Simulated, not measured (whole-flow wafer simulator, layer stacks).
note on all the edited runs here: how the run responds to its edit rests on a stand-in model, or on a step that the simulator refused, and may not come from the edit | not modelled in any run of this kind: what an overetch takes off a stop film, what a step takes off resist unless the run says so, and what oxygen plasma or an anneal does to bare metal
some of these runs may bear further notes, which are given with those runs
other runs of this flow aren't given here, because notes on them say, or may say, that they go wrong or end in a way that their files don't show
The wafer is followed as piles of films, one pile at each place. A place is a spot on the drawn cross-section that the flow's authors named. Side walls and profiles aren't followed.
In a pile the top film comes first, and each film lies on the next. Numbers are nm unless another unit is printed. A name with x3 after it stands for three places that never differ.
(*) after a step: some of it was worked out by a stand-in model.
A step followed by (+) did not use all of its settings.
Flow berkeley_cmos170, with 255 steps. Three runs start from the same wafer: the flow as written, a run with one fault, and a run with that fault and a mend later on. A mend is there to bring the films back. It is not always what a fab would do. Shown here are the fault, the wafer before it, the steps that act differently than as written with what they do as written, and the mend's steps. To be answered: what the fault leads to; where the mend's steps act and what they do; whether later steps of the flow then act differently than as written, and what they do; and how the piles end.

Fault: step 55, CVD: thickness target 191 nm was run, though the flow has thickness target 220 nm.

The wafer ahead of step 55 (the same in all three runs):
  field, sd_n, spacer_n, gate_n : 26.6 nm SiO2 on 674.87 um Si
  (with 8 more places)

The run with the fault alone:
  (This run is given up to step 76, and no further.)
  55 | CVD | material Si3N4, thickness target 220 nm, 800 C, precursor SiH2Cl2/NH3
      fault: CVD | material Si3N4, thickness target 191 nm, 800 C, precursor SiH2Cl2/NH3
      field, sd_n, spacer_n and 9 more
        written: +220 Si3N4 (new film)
        fault: +191 Si3N4 (new film)
  Later steps of the flow acting differently than as written (5 more steps, not shown, differ only slightly: by at most 2% or 0.5 nm, whichever is larger):
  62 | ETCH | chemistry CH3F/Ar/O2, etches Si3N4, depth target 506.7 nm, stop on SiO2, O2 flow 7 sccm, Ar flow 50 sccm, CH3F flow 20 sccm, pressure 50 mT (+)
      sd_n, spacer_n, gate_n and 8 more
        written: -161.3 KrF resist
        fault: -142 KrF resist
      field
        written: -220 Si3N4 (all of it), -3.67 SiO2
        fault: -191 Si3N4 (all of it), -3.67 SiO2
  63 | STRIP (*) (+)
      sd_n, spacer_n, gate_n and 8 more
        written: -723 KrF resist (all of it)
        fault: -742.4 KrF resist (all of it)
  After step 76, at sd_n, spacer_n, gate_n and 8 more, the piles differ from the flow's by more than 2% or 0.5 nm, whichever is larger.
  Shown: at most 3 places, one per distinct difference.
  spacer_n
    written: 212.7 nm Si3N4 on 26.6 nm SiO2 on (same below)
    fault: 183.7 nm Si3N4 on 26.6 nm SiO2 on (same below)
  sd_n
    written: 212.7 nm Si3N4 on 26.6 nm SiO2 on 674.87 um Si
    fault: 183.7 nm Si3N4 on 26.9 nm SiO2 on 674.87 um Si

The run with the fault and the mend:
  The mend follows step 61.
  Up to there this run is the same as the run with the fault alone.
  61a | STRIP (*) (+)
      sd_n, spacer_n, gate_n and 8 more
        -884.4 KrF resist (all of it)
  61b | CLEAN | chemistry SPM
      does not change any film at any place that is followed
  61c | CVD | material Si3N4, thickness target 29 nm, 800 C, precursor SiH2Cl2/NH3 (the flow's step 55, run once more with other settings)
      field, sd_n, spacer_n and 9 more
        +29 Si3N4
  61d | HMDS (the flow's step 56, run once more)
      does not change any film at any place that is followed
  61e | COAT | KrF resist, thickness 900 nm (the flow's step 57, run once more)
      field, sd_n, spacer_n and 9 more
        +900 KrF resist (new film)
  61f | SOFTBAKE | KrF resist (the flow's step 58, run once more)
      does not change any film at any place that is followed
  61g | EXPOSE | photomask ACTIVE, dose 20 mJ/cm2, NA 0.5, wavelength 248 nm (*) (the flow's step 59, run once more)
      does not change any film at any place that is followed
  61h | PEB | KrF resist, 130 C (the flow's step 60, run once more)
      field, sd_n, spacer_n and 9 more
        -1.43 KrF resist
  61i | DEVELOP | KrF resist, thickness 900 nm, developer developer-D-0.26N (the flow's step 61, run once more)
      sd_n, spacer_n, gate_n and 8 more
        -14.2 KrF resist
      field
        -898.6 KrF resist (all of it)
  Every later step of the flow that is run acts as written at every place that is followed.
  The piles end the same as the flow's at every place that both follow.
